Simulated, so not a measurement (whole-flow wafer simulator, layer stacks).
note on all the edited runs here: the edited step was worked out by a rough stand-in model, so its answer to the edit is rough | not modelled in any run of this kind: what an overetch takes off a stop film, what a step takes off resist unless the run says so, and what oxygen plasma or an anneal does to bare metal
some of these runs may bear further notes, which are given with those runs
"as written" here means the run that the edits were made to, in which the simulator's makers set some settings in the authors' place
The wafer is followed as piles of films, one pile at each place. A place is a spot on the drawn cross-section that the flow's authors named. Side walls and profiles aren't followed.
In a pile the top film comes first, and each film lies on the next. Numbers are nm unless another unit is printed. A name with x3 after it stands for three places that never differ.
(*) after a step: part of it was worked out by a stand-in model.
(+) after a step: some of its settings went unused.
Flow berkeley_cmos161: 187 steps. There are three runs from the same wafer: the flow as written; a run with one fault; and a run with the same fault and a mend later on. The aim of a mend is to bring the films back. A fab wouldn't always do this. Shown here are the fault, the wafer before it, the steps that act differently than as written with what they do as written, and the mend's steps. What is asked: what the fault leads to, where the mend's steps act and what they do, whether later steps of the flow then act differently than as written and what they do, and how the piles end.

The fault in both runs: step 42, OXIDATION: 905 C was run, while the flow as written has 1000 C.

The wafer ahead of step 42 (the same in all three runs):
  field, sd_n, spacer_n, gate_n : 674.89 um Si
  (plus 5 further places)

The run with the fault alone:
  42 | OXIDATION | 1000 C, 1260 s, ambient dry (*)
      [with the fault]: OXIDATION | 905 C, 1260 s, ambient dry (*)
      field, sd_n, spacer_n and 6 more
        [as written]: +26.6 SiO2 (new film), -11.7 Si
        [with the fault]: +10.5 SiO2 (new film), -4.6 Si
  Steps later in the flow that act otherwise than as written (47 other steps are not shown; they differ only slightly, by no more than 2% or 0.5 nm, whichever is larger):
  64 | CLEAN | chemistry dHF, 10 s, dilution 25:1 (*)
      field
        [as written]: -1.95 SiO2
        [with the fault]: -2.19 SiO2 (all of it)
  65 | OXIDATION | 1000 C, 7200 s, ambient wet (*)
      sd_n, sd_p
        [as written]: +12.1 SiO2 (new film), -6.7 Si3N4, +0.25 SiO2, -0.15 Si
        [with the fault]: +12.1 SiO2 (new film), -6.7 Si3N4
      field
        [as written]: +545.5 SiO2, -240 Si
        [with the fault]: +557.4 SiO2 (new film), -245.2 Si
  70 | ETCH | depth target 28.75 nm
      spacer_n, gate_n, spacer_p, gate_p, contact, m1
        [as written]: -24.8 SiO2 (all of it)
        [with the fault]: -8.71 SiO2 (all of it)
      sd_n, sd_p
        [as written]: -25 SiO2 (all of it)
        [with the fault]: -8.71 SiO2 (all of it)
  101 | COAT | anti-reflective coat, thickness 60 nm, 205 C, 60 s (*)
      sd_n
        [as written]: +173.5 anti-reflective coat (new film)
        [with the fault]: +165.3 anti-reflective coat (new film)
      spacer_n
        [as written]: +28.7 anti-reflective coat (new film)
        [with the fault]: +31.2 anti-reflective coat (new film)
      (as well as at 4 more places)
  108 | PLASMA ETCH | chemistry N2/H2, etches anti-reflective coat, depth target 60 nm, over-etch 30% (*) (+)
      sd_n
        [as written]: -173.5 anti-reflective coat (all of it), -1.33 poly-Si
        [with the fault]: -165.3 anti-reflective coat (all of it), -1.27 poly-Si
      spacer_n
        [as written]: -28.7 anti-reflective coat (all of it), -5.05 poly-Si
        [with the fault]: -31.2 anti-reflective coat (all of it), -4.71 poly-Si
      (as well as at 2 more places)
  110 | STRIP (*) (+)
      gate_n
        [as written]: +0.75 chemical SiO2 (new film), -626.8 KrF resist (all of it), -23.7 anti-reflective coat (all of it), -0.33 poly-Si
        [with the fault]: +0.75 chemical SiO2 (new film), -620.3 KrF resist (all of it), -25.7 anti-reflective coat (all of it), -0.33 poly-Si
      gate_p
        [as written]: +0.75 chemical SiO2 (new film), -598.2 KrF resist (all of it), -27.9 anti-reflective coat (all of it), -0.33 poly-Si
        [with the fault]: +0.75 chemical SiO2 (new film), -594.3 KrF resist (all of it), -29.1 anti-reflective coat (all of it), -0.33 poly-Si
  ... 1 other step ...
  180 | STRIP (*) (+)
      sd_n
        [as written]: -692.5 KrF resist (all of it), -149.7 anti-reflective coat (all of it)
        [with the fault]: -693.8 KrF resist (all of it), -141.7 anti-reflective coat (all of it)
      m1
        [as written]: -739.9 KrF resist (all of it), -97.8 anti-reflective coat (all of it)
        [with the fault]: -736.4 KrF resist (all of it), -95.3 anti-reflective coat (all of it)
  When the end is reached, the piles differ only a little from the flow's at the places that both follow, at most by 2% or 0.5 nm, whichever is larger.

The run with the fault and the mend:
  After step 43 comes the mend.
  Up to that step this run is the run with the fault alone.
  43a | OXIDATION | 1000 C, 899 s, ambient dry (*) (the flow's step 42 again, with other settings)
      field, sd_n, spacer_n and 6 more
        +16.1 SiO2, -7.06 Si
  Later steps of the flow that are run all act as written at every place that is followed, up to a difference of at most 2% or 0.5 nm, whichever is larger.
  At every place that both follow, the piles at the end match the flow's.
